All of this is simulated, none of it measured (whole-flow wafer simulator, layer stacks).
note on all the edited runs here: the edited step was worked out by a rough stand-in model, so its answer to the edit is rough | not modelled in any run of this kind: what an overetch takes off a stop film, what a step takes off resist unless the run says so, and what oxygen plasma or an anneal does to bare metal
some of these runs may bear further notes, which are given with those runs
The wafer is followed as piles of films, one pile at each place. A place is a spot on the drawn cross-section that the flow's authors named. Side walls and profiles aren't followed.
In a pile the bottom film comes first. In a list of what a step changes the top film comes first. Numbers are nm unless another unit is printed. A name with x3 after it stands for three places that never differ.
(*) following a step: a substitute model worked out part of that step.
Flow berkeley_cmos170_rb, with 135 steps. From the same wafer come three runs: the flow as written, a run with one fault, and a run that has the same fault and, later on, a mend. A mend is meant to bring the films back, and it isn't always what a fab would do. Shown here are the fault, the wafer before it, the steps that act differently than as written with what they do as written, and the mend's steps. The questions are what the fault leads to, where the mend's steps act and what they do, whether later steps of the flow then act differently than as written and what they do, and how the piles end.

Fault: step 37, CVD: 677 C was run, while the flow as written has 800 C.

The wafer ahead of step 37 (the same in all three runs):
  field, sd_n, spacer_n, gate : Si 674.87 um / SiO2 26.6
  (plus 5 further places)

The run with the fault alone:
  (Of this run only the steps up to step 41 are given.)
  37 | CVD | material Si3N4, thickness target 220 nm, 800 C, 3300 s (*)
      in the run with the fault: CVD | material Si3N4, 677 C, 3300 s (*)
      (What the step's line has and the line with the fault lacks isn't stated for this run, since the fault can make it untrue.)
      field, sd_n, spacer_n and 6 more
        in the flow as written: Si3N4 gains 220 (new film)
        in the run with the fault: Si3N4 gains 21.4 (new film)
  None of the later steps of the flow up to step 41 acts differently than as written at any place that is followed.
  Once step 41 is done, the piles at field, sd_n, spacer_n and 6 more depart from the flow's by more than 2% or 0.5 nm, whichever is larger.
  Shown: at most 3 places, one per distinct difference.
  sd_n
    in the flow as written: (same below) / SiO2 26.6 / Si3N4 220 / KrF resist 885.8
    in the run with the fault: (same below) / SiO2 26.6 / Si3N4 21.4 / KrF resist 885.8
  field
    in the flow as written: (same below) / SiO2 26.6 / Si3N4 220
    in the run with the fault: (same below) / SiO2 26.6 / Si3N4 21.4

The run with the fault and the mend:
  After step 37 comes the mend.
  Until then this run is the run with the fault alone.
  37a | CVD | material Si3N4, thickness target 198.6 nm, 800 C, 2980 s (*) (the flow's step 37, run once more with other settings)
      field, sd_n, spacer_n and 6 more
        Si3N4 gains 198.6
  None of the later steps of the flow differs from how it acts as written, at any place that is followed, by more than 2% or 0.5 nm, whichever is larger.
  By the end, the piles equal the flow's at every place that both follow.
